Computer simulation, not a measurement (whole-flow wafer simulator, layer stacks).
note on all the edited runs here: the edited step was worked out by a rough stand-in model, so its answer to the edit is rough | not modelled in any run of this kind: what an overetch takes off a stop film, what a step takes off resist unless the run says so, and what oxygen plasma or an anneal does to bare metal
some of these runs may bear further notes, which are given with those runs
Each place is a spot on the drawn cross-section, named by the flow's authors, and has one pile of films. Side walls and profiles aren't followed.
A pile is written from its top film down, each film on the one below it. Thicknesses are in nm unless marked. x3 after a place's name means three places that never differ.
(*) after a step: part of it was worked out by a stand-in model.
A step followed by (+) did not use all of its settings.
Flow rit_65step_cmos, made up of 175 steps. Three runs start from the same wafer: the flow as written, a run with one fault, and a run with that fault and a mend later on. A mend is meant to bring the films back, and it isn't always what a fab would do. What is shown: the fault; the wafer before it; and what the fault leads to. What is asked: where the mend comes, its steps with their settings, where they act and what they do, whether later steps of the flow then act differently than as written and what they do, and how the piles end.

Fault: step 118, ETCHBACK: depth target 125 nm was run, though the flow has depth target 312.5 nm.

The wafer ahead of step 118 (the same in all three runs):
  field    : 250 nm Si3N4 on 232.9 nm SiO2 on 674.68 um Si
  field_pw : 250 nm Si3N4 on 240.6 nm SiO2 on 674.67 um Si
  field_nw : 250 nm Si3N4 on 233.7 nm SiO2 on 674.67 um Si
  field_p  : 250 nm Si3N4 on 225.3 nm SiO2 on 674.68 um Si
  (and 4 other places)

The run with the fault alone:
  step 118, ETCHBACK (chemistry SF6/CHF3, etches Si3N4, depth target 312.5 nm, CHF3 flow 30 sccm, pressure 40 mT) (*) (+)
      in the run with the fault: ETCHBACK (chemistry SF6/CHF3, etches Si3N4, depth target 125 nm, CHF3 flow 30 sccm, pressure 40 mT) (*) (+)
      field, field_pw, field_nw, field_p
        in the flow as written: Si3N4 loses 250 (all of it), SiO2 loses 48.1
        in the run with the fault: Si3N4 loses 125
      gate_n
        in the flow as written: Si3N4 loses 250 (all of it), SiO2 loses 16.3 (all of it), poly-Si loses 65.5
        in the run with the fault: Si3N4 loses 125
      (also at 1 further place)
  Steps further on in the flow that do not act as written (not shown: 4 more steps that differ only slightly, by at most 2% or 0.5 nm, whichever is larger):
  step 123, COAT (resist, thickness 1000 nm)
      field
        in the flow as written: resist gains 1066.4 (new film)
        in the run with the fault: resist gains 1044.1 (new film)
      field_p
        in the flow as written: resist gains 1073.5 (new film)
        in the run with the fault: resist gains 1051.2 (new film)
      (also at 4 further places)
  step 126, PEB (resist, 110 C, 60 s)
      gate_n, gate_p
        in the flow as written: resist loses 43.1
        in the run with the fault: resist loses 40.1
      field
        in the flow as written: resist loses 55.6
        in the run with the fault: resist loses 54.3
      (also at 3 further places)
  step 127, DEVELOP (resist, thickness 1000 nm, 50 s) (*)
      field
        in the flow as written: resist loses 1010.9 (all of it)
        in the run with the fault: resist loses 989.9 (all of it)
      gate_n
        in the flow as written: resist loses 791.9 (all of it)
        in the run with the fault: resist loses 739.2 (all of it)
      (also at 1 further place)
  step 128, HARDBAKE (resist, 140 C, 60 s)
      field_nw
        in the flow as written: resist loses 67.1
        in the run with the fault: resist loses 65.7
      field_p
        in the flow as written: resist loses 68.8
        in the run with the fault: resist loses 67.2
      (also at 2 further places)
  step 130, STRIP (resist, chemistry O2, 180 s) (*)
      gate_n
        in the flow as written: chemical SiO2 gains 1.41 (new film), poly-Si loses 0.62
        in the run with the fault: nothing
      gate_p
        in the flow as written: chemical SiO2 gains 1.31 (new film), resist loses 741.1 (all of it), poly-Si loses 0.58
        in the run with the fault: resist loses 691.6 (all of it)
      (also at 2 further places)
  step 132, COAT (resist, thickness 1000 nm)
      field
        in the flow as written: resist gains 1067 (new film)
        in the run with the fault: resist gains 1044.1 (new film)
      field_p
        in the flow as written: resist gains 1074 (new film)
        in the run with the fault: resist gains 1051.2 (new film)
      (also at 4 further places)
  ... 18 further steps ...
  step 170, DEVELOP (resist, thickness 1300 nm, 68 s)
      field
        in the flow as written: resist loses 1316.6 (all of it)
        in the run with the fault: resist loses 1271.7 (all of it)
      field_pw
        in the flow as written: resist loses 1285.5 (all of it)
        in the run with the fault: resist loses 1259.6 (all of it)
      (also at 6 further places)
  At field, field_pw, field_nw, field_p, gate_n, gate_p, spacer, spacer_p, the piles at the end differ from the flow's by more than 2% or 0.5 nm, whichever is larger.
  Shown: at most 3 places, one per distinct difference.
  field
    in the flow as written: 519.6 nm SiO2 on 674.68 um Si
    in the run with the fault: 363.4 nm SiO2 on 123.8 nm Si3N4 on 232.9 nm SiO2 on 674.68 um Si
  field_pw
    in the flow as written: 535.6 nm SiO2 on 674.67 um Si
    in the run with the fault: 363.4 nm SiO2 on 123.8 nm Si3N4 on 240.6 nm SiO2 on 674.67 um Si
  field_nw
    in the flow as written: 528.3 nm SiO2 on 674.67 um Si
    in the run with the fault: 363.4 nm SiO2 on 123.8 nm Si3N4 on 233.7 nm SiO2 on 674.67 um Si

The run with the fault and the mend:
  The mend stands after step 121.
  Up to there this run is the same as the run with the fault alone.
  step 121a, ETCHBACK (chemistry SF6/CHF3, etches Si3N4, depth target 187.5 nm, CHF3 flow 30 sccm, pressure 40 mT) (*) (+) (the flow's step 118 again, with other settings)
      field, field_pw, field_nw, field_p
        Si3N4 loses 125 (all of it), SiO2 loses 48.1
      active_n, sd_n, contact, m1
        Si3N4 loses 125 (all of it), SiO2 loses 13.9 (all of it)
      active_p, sd_p
        Si3N4 loses 125 (all of it), SiO2 loses 13.4 (all of it)
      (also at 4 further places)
  Every later step of the flow that is run acts as written at every place that is followed.
  The piles end the same as the flow's at every place that both follow.
